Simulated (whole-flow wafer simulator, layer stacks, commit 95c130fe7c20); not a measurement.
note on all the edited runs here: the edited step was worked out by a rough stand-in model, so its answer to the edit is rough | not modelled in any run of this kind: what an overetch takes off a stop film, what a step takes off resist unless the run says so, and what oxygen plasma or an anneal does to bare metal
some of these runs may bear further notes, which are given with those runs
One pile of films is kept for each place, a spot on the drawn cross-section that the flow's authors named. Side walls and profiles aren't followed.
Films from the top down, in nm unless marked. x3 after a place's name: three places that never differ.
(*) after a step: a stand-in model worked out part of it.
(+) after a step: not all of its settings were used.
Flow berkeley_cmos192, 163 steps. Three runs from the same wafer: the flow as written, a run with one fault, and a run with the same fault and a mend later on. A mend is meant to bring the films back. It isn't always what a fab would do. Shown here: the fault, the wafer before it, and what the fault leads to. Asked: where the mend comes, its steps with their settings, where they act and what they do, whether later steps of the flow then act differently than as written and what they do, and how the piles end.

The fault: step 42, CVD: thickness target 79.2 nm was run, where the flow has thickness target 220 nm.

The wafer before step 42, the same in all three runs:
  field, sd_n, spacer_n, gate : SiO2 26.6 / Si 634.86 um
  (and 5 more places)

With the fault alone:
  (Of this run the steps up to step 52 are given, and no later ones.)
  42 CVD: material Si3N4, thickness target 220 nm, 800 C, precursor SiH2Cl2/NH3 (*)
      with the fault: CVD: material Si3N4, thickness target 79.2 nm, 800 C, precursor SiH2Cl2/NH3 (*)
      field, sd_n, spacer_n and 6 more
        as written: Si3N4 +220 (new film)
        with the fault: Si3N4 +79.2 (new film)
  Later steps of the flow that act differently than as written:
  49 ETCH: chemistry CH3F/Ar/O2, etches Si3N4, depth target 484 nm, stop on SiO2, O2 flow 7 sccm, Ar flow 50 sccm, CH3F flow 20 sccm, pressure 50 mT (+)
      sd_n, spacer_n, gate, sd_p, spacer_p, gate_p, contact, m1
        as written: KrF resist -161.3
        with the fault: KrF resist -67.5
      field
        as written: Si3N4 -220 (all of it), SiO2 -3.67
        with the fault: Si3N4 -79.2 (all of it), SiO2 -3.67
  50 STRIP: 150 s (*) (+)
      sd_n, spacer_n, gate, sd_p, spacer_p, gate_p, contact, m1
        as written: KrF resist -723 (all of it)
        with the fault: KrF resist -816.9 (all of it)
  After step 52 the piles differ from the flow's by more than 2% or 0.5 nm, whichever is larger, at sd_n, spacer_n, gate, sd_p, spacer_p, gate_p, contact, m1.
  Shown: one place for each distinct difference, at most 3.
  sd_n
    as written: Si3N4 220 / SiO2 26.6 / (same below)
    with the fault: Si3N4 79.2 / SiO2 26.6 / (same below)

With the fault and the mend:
  The mend comes after step 42.
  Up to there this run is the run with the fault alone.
  42a CVD: material Si3N4, thickness target 140.8 nm, 800 C, precursor SiH2Cl2/NH3 (*) (the flow's step 42 once more, with other settings)
      field, sd_n, spacer_n and 6 more
        Si3N4 +140.8
  No later step of the flow acts differently than as written at any place that is followed.
  At the end the piles are the same as the flow's at every place that both follow.
